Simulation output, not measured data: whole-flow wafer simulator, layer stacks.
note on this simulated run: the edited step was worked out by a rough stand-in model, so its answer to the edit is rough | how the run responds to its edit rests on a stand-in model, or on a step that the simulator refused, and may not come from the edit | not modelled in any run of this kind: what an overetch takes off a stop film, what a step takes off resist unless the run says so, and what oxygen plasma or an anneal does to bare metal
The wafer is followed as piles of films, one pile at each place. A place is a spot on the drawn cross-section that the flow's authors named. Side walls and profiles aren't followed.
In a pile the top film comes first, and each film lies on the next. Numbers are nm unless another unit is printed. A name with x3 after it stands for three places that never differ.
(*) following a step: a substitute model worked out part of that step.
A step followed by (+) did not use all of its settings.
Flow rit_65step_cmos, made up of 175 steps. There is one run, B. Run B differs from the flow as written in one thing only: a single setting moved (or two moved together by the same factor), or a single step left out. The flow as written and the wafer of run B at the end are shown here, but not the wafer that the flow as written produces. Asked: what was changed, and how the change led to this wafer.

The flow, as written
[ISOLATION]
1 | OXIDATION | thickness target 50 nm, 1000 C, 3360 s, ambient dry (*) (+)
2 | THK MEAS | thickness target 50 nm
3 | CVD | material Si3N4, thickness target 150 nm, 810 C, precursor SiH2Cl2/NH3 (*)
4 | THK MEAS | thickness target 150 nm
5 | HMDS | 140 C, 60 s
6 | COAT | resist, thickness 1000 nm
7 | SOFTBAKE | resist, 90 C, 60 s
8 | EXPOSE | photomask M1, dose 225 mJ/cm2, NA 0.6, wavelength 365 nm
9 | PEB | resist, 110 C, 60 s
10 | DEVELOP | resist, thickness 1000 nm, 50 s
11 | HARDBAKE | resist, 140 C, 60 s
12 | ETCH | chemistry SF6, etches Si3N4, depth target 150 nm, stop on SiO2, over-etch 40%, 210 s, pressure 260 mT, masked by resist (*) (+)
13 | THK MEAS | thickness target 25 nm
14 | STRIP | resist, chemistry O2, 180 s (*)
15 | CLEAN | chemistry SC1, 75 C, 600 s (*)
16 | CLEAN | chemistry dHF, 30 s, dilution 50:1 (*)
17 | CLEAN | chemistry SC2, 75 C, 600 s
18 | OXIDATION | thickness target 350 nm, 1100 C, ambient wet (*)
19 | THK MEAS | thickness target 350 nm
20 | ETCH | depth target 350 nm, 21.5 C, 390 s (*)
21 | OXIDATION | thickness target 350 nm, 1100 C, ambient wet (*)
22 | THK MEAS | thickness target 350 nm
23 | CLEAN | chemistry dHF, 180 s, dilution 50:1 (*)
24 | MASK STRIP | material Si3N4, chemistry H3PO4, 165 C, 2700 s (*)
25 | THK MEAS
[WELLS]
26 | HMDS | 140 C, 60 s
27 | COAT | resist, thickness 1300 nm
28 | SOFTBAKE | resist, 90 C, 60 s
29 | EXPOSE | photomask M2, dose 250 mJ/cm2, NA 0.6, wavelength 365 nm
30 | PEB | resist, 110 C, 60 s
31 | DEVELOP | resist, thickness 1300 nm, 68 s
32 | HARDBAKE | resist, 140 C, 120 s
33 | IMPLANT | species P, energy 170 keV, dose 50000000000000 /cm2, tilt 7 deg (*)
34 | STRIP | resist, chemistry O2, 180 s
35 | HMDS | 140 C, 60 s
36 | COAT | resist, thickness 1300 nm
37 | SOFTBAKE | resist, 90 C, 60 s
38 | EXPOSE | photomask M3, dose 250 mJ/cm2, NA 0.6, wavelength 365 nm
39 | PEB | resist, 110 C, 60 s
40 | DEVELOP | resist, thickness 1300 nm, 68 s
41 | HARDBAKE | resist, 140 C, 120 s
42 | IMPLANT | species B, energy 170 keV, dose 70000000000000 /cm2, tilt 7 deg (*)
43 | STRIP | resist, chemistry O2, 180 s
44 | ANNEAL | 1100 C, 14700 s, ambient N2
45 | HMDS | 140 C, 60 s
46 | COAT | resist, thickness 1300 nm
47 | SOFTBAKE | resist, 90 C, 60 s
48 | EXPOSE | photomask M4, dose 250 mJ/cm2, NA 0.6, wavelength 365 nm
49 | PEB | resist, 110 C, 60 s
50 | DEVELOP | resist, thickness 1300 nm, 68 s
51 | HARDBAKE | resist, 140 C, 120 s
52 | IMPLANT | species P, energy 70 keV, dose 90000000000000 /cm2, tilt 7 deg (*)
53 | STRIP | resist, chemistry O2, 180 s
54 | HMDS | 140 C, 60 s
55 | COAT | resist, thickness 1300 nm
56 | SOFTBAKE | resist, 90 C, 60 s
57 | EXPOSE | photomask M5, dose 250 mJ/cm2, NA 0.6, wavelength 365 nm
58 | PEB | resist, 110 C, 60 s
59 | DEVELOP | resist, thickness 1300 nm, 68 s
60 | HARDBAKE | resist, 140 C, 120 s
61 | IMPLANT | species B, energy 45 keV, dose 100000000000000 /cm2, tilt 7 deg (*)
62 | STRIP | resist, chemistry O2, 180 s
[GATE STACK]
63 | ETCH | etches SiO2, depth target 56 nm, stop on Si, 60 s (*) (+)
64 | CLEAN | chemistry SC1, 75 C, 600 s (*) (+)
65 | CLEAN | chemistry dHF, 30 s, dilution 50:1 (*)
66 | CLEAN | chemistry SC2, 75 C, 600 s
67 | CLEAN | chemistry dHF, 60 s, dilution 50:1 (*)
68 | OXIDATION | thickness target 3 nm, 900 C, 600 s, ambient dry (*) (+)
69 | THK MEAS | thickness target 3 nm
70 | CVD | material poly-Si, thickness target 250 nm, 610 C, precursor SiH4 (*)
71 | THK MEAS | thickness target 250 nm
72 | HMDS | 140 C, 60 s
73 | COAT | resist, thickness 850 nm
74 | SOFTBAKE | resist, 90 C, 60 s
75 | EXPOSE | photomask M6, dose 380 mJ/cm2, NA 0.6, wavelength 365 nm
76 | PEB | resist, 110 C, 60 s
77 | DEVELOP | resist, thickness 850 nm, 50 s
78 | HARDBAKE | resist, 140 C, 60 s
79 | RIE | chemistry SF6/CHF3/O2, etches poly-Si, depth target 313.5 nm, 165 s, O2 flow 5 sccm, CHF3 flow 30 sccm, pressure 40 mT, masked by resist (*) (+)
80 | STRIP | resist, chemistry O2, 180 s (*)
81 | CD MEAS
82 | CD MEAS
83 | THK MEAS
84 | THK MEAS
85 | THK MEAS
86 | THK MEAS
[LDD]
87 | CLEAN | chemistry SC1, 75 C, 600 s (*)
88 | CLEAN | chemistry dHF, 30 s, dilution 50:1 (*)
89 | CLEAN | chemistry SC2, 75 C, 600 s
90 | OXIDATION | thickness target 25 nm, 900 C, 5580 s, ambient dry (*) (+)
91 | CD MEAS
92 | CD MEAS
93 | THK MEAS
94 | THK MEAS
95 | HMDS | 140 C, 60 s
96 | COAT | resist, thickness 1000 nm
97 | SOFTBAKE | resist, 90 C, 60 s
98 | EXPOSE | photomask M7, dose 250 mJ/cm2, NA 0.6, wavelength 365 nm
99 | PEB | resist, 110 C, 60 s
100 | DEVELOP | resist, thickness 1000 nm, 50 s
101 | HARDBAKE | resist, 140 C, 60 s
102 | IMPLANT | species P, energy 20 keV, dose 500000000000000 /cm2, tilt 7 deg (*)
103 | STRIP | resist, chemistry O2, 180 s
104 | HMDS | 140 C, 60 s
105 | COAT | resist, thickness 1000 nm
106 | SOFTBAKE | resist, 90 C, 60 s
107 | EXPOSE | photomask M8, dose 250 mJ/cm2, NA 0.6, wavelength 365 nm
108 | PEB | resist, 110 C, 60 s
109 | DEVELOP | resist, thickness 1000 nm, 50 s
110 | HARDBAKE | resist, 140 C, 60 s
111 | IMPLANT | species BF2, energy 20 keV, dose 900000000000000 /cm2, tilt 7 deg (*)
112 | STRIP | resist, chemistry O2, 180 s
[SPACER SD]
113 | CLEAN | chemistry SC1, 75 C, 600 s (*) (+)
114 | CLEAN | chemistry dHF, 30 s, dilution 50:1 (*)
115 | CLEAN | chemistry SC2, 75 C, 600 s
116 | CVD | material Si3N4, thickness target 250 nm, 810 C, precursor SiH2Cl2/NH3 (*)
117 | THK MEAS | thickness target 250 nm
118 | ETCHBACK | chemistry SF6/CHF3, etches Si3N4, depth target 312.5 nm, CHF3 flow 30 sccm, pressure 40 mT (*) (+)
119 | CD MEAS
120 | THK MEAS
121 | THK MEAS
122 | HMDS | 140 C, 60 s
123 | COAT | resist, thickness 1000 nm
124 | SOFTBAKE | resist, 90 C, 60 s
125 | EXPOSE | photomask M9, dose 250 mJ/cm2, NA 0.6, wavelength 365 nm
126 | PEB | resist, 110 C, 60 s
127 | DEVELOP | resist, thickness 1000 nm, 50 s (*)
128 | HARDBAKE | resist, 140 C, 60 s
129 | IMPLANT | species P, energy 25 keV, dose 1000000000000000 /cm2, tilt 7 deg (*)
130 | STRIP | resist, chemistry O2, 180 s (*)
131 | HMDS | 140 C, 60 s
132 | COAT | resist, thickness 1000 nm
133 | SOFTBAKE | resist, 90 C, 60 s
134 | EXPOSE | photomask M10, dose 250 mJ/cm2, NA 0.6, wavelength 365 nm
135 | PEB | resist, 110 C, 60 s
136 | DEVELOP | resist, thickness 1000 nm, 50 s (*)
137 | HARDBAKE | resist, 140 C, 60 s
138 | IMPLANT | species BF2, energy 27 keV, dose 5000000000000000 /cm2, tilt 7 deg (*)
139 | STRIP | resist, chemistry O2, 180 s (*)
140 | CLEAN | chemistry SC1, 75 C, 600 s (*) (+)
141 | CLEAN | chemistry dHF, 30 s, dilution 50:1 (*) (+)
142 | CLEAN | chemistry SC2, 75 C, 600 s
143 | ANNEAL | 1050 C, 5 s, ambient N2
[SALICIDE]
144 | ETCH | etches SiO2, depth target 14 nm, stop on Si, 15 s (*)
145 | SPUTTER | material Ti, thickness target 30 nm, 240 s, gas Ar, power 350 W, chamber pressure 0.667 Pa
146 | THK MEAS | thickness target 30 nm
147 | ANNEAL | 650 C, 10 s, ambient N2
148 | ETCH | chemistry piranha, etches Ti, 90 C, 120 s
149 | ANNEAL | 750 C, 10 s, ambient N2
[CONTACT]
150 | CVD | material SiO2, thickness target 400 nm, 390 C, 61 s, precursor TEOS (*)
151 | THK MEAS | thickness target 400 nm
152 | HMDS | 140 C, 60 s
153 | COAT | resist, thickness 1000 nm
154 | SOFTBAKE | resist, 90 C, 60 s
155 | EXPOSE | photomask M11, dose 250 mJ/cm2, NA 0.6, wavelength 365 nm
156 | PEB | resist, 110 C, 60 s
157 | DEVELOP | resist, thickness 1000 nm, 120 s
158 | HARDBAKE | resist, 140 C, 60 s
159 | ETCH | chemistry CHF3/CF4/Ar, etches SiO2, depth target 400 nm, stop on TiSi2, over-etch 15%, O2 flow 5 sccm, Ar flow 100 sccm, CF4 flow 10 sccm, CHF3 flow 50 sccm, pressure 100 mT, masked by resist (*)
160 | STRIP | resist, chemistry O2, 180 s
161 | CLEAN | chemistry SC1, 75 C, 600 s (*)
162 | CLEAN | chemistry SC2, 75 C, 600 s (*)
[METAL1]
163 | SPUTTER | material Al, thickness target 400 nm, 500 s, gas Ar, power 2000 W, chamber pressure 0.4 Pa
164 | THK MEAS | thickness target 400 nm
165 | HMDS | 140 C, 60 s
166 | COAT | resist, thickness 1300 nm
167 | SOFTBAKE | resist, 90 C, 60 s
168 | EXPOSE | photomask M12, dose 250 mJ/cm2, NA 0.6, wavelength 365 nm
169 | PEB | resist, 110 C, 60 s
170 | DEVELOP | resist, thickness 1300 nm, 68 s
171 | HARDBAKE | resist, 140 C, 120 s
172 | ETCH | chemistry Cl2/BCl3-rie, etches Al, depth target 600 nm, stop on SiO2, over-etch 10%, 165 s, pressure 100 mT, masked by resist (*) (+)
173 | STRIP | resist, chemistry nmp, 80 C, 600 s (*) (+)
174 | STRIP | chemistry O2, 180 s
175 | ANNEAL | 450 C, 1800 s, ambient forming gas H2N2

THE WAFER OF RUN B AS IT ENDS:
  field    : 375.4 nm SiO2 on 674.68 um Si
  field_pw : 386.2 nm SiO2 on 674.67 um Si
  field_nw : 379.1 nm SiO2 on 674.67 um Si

Cause: step 118, ETCHBACK: depth target 500 nm was run, while the flow as written has depth target 312.5 nm.

The path from the change to this, step by step:
  118 | ETCHBACK | chemistry SF6/CHF3, etches Si3N4, depth target 312.5 nm, CHF3 flow 30 sccm, pressure 40 mT (*) (+)
      field, field_pw, field_nw, field_p: -250 Si3N4 (all of it), -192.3 SiO2 (as written it would have been: -250 Si3N4 (all of it), -48.1 SiO2)
      spacer, spacer_p: -241.5 Si3N4 (as written it would have been: -54 Si3N4)
  123 | COAT | resist, thickness 1000 nm
      field: +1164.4 resist (new film) (as written it would have been: +1066.4 resist (new film))
      field_pw: +1114.7 resist (new film) (as written it would have been: +1044.8 resist (new film))
      (as well as at 4 more places)
  126 | PEB | resist, 110 C, 60 s
      field: -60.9 resist (as written it would have been: -55.6 resist)
      field_pw: -58.2 resist (as written it would have been: -54.3 resist)
      (as well as at 4 more places)
  127 | DEVELOP | resist, thickness 1000 nm, 50 s (*)
      field: -1103.5 resist (all of it) (as written it would have been: -1010.9 resist (all of it))
      spacer: -912.5 resist (all of it) (as written it would have been: -772.3 resist (all of it))
  128 | HARDBAKE | resist, 140 C, 60 s
      field_pw: -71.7 resist (as written it would have been: -66.4 resist)
      field_nw: -72.1 resist (as written it would have been: -67.1 resist)
      (as well as at 2 more places)
  130 | STRIP | resist, chemistry O2, 180 s (*)
      field_pw: -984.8 resist (all of it) (as written it would have been: -924.1 resist (all of it))
      field_nw: -989.8 resist (all of it) (as written it would have been: -928.7 resist (all of it))
      (as well as at 2 more places)
  132 | COAT | resist, thickness 1000 nm
      field: +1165 resist (new film) (as written it would have been: +1067 resist (new film))
      field_pw: +1115.2 resist (new film) (as written it would have been: +1045.2 resist (new film))
      (as well as at 4 more places)
  135 | PEB | resist, 110 C, 60 s
      field: -61 resist (as written it would have been: -55.6 resist)
      field_pw: -58.2 resist (as written it would have been: -54.3 resist)
      (as well as at 4 more places)
  136 | DEVELOP | resist, thickness 1000 nm, 50 s (*)
      field_p: -1110 resist (all of it) (as written it would have been: -1018 resist (all of it))
      spacer_p: -913.6 resist (all of it) (as written it would have been: -773.3 resist (all of it))
  137 | HARDBAKE | resist, 140 C, 60 s
      field: -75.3 resist (as written it would have been: -68.3 resist)
      field_pw: -71.7 resist (as written it would have been: -66.4 resist)
      (as well as at 2 more places)
  139 | STRIP | resist, chemistry O2, 180 s (*)
      field: -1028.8 resist (all of it) (as written it would have been: -943.1 resist (all of it))
      field_pw: -985.2 resist (all of it) (as written it would have been: -924.5 resist (all of it))
      (as well as at 2 more places)
  153 | COAT | resist, thickness 1000 nm
      field: +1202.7 resist (new film) (as written it would have been: +1093.2 resist (new film))
      field_pw: +1133.9 resist (new film) (as written it would have been: +1057.8 resist (new film))
      (as well as at 4 more places)
  156 | PEB | resist, 110 C, 60 s
      spacer, spacer_p: -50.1 resist (as written it would have been: -42.8 resist)
      field: -63 resist (as written it would have been: -57 resist)
      (as well as at 3 more places)
  158 | HARDBAKE | resist, 140 C, 60 s
      field: -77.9 resist (as written it would have been: -70.2 resist)
      field_pw: -73 resist (as written it would have been: -67.6 resist)
      (as well as at 4 more places)
  160 | STRIP | resist, chemistry O2, 180 s
      field: -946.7 resist (all of it) (as written it would have been: -851 resist (all of it))
      field_pw: -886.6 resist (all of it) (as written it would have been: -820.1 resist (all of it))
      (as well as at 4 more places)
  166 | COAT | resist, thickness 1300 nm
      field: +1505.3 resist (new film) (as written it would have been: +1390 resist (new film))
      field_pw: +1439.9 resist (new film) (as written it would have been: +1356.8 resist (new film))
      (as well as at 4 more places)
  ... 1 further step ...
  170 | DEVELOP | resist, thickness 1300 nm, 68 s
      field: -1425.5 resist (all of it) (as written it would have been: -1316.6 resist (all of it))
      field_pw: -1363.8 resist (all of it) (as written it would have been: -1285.5 resist (all of it))
      (as well as at 4 more places)
